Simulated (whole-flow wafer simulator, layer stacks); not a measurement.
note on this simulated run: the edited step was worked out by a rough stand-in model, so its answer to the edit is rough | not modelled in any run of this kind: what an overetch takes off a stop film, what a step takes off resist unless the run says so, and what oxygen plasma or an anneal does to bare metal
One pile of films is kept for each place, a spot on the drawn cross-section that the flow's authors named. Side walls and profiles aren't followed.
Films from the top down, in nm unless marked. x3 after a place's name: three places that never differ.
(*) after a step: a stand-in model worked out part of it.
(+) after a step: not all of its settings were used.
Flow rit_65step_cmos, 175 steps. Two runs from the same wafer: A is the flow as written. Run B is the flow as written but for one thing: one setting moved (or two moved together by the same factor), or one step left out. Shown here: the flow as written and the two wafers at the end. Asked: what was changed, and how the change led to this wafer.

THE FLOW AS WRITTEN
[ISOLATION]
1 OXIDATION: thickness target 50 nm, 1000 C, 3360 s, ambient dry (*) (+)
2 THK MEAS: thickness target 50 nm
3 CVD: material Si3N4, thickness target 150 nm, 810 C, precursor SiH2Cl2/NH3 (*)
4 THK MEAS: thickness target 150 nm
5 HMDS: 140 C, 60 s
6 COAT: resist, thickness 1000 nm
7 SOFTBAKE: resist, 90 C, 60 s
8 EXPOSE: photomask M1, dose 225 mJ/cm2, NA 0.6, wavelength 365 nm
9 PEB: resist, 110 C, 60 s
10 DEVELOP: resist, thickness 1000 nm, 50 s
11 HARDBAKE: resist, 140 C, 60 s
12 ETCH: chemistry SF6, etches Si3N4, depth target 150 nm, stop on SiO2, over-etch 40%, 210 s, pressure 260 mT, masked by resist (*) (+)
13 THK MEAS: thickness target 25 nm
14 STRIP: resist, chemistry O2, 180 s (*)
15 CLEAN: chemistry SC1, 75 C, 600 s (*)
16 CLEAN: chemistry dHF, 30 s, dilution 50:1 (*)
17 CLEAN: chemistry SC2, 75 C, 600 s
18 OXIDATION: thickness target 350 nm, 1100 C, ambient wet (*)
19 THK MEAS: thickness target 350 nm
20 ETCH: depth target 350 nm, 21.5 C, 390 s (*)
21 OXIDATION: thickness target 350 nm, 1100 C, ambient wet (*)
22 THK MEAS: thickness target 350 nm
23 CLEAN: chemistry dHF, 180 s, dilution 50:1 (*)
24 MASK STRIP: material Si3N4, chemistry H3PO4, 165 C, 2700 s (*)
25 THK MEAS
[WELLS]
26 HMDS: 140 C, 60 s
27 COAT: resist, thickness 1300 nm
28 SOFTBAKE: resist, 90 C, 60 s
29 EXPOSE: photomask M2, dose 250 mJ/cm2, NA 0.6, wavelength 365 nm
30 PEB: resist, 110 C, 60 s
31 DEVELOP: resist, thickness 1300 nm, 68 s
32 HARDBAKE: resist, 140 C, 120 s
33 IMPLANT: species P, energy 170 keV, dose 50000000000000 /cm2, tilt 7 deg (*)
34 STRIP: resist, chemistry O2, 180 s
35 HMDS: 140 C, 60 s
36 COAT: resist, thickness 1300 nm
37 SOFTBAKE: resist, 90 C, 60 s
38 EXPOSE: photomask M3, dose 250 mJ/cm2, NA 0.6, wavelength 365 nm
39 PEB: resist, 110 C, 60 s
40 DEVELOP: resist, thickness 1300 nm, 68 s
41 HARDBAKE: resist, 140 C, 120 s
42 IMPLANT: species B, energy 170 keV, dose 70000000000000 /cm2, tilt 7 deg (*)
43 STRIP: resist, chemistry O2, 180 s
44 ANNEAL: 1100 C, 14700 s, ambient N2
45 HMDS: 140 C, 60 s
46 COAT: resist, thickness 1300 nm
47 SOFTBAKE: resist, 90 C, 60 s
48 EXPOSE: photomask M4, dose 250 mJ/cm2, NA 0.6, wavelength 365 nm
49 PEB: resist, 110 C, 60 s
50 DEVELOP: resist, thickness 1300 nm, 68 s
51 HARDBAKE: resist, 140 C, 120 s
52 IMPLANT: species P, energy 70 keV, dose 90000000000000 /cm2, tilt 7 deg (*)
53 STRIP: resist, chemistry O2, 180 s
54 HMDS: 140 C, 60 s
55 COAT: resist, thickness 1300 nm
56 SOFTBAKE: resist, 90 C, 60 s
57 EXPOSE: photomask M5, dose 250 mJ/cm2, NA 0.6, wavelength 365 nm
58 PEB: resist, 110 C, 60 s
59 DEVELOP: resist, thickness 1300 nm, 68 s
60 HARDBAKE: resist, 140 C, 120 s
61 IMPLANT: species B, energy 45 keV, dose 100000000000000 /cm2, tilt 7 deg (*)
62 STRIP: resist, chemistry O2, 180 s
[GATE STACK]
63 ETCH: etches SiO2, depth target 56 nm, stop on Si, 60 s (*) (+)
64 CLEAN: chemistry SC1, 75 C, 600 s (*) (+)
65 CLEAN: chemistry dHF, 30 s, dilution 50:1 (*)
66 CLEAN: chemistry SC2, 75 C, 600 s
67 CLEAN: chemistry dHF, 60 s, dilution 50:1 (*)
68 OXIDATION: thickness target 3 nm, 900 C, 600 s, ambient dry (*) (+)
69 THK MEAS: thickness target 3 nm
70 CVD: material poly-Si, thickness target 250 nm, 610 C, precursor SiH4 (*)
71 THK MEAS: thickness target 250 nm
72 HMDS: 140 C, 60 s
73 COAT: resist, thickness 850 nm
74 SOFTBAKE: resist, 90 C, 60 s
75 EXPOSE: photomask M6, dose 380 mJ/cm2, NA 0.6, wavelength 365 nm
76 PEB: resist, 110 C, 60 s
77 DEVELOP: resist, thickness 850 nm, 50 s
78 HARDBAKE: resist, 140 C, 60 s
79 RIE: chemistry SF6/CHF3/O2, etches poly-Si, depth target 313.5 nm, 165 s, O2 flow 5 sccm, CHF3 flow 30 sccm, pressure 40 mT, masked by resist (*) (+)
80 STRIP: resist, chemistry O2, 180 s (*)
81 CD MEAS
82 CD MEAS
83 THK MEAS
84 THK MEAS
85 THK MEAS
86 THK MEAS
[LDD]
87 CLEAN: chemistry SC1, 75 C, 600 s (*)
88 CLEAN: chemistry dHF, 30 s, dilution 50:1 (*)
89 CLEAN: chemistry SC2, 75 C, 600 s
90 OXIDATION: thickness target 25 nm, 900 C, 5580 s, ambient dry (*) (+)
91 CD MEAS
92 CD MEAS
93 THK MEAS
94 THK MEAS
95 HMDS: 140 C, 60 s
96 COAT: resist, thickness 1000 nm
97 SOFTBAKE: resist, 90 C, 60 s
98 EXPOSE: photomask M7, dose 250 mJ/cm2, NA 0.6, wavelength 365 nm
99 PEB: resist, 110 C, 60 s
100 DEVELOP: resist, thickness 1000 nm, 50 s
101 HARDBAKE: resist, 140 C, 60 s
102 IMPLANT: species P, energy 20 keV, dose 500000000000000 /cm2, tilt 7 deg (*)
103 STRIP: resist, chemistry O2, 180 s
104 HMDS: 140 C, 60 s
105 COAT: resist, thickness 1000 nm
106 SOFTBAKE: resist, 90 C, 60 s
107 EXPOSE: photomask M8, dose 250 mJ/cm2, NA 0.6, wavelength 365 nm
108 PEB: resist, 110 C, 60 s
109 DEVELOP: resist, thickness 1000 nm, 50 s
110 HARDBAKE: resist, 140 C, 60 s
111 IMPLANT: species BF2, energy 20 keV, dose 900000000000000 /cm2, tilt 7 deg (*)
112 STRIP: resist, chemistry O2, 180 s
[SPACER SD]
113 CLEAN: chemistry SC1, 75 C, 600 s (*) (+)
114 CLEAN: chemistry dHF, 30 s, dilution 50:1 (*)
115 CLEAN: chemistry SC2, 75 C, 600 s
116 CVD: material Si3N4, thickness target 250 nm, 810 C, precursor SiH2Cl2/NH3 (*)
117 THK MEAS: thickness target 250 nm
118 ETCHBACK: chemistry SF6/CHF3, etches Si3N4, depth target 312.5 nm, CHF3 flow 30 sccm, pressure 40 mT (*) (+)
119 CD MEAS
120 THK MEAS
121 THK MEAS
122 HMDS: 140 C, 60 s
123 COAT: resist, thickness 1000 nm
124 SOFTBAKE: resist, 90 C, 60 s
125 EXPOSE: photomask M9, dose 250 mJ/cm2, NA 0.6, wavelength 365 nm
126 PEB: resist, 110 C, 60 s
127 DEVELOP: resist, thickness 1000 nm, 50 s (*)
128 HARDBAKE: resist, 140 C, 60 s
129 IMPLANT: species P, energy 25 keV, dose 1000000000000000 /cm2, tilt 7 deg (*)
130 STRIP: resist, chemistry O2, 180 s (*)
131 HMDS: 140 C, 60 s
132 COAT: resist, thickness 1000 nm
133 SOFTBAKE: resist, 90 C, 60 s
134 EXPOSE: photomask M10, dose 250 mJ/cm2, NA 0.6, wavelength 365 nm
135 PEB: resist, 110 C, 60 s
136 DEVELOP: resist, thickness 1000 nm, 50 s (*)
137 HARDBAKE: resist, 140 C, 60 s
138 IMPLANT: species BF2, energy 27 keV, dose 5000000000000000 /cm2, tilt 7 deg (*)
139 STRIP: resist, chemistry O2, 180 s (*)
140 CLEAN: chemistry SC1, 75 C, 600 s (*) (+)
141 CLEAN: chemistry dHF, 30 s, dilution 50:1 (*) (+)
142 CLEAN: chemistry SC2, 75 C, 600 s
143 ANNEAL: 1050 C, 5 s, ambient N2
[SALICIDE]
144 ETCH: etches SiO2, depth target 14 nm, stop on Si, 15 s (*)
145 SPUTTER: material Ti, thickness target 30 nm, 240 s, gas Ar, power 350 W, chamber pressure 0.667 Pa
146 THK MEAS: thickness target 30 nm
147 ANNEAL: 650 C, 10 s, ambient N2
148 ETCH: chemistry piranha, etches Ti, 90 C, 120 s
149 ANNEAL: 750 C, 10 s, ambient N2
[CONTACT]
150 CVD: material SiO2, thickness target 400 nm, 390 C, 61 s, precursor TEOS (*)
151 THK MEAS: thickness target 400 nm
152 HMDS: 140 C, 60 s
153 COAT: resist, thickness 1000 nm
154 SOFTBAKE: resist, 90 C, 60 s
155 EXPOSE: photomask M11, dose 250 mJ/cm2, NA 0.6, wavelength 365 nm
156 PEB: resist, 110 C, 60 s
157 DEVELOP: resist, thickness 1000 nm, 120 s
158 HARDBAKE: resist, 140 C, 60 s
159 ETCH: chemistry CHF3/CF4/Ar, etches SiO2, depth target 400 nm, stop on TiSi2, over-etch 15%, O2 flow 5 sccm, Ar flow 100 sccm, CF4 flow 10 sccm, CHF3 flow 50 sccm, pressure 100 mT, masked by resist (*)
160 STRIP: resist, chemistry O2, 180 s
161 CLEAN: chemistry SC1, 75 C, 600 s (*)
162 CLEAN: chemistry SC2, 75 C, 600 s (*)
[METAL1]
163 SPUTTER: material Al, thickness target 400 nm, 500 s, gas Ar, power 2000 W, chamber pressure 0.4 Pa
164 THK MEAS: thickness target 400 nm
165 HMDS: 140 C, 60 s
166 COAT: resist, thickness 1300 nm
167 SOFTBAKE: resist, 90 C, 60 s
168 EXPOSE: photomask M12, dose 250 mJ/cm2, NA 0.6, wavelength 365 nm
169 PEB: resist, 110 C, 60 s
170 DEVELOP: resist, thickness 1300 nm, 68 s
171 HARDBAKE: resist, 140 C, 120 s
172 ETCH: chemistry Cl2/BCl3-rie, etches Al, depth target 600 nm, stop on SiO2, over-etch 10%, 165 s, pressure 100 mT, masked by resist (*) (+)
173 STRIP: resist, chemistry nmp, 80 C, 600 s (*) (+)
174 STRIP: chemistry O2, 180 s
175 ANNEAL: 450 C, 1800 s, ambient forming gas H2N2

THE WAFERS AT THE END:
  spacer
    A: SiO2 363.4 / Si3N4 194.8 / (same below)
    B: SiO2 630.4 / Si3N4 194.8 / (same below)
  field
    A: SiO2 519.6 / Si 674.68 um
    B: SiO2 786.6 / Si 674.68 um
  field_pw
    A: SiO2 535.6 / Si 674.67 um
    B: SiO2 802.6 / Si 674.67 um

The cause: step 150, CVD: thickness target 667 nm was run, where the flow has thickness target 400 nm; step 150, CVD: 102 s was run, where the flow has 61 s.

How the change led to this, step by step:
  150 CVD: material SiO2, thickness target 400 nm, 390 C, 61 s, precursor TEOS (*)
      field, field_pw, field_nw, field_p: A SiO2 +400 | B SiO2 +667
      spacer, spacer_p: A SiO2 +400 (new film) | B SiO2 +667 (new film)
      (and at 2 more places)
